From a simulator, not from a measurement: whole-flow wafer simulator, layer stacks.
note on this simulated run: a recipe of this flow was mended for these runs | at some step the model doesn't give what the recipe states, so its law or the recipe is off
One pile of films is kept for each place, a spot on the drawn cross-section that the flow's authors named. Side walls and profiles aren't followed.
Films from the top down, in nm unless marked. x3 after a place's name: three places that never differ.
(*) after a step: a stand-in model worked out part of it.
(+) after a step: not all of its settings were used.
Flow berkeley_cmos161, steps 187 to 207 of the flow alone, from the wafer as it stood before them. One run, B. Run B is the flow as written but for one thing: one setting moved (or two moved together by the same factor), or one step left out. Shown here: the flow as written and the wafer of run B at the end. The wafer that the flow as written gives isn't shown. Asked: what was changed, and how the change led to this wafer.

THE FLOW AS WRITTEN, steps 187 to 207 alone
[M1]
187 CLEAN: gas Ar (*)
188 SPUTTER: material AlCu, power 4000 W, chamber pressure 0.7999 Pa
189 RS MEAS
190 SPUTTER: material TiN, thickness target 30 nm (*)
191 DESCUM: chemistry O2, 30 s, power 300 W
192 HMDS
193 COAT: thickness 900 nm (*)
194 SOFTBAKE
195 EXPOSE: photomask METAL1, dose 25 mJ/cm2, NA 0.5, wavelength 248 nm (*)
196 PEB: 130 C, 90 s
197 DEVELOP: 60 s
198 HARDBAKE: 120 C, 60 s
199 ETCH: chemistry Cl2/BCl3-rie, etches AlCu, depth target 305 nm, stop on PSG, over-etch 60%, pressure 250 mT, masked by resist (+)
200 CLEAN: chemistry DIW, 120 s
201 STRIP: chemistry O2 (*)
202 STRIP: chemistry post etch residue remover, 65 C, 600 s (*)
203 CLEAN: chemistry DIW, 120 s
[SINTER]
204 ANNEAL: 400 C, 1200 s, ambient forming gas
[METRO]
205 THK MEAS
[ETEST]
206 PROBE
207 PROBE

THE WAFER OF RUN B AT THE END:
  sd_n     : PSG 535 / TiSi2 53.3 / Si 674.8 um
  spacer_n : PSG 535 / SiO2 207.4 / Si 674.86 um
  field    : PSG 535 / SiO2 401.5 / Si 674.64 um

The cause: step 199, ETCH: depth target 239 nm was run, where the flow has depth target 305 nm.

How the change led to this, step by step:
  199 ETCH: chemistry Cl2/BCl3-rie, etches AlCu, depth target 305 nm, stop on PSG, over-etch 60%, pressure 250 mT, masked by resist (+)
      field, sd_n, spacer_n, gate_n, spacer_p, gate_p: TiN -30 (all of it), AlCu -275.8 (all of it), PSG -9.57 (as written it would be: TiN -30 (all of it), AlCu -275.8 (all of it), PSG -22.8)
      contact, m1: KrF-resist -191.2 (as written it would be: KrF-resist -244)
      (and at 1 more place)
  201 STRIP: chemistry O2 (*)
      contact: KrF-resist -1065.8 (all of it) (as written it would be: KrF-resist -1013 (all of it))
      m1: KrF-resist -590.3 (all of it) (as written it would be: KrF-resist -537.5 (all of it))
